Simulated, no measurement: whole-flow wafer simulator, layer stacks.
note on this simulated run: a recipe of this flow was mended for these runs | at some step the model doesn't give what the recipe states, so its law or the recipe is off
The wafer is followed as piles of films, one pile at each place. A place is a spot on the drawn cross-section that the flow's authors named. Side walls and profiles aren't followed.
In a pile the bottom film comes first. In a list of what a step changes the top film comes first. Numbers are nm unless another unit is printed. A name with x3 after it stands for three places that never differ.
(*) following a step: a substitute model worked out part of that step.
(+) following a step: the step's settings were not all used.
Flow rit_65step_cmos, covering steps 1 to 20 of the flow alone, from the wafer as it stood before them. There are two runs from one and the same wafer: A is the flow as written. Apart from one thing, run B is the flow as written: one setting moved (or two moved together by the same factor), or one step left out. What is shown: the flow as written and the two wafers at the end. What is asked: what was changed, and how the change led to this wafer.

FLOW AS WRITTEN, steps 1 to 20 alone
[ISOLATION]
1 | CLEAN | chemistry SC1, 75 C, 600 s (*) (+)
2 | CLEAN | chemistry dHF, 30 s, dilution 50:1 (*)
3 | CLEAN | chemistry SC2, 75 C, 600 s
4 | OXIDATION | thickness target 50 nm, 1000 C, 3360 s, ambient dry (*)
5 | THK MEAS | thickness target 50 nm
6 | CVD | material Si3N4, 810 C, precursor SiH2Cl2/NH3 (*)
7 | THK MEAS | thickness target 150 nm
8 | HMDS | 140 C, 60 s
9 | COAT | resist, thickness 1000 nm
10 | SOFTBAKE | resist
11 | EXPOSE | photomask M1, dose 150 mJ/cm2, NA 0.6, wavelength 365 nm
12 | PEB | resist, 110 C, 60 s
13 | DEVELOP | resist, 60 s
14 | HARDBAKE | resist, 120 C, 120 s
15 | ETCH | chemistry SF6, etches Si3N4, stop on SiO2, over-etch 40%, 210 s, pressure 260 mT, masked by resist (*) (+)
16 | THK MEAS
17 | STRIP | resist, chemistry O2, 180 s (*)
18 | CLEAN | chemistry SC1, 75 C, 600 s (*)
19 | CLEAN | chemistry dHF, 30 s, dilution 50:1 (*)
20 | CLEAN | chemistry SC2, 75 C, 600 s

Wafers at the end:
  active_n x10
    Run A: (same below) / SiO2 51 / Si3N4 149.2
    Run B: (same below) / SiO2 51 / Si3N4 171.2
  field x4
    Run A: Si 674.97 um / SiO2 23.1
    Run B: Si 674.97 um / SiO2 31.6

The reason: step 6, CVD: 822 C was run, though the flow has 810 C.

Step by step, how the change led to this:
  6 | CVD | material Si3N4, 810 C, precursor SiH2Cl2/NH3 (*)
      field x4, active_n x10: A Si3N4 gains 150 (new film) | B Si3N4 gains 172.1 (new film)
  15 | ETCH | chemistry SF6, etches Si3N4, stop on SiO2, over-etch 40%, 210 s, pressure 260 mT, masked by resist (*) (+)
      field x4: A Si3N4 loses 150 (all of it), SiO2 loses 23.1 | B Si3N4 loses 172.1 (all of it), SiO2 loses 14.6
